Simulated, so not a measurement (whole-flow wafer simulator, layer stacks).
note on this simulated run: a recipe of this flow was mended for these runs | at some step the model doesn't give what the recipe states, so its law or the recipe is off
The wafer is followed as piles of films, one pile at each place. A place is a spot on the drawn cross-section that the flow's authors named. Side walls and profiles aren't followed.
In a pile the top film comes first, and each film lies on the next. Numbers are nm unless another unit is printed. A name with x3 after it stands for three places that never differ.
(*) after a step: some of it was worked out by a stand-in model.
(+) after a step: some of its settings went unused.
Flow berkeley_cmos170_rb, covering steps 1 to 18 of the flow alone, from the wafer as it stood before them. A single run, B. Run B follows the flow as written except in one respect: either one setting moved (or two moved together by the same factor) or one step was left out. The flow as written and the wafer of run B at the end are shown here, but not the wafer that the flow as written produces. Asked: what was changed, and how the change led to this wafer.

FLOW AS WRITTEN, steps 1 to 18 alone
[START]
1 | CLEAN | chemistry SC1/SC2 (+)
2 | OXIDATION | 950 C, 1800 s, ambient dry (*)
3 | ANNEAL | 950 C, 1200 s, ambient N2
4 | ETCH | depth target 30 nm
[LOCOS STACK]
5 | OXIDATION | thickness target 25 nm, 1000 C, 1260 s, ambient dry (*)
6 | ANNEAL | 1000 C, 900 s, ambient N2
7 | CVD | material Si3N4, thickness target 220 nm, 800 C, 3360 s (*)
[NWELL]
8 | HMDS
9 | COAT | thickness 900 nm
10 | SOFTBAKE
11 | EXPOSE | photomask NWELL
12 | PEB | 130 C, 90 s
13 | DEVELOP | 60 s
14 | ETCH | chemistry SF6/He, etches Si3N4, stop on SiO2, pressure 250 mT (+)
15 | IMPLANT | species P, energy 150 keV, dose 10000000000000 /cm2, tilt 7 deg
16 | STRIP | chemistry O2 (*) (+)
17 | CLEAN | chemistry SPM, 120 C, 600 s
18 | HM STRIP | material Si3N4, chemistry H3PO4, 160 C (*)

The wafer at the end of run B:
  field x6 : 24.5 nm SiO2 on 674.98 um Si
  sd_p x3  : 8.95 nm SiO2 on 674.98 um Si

The reason: step 4, ETCH: depth target 15 nm was run, while the flow as written has depth target 30 nm.

Step by step, how the change led to this:
  4 | ETCH | depth target 30 nm
      field x6, sd_p x3: -15 SiO2 (as written it would have been: -20.7 SiO2 (all of it))
  5 | OXIDATION | thickness target 25 nm, 1000 C, 1260 s, ambient dry (*)
      field x6, sd_p x3: +22.3 SiO2, -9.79 Si (as written it would have been: +26.6 SiO2 (new film), -11.7 Si)
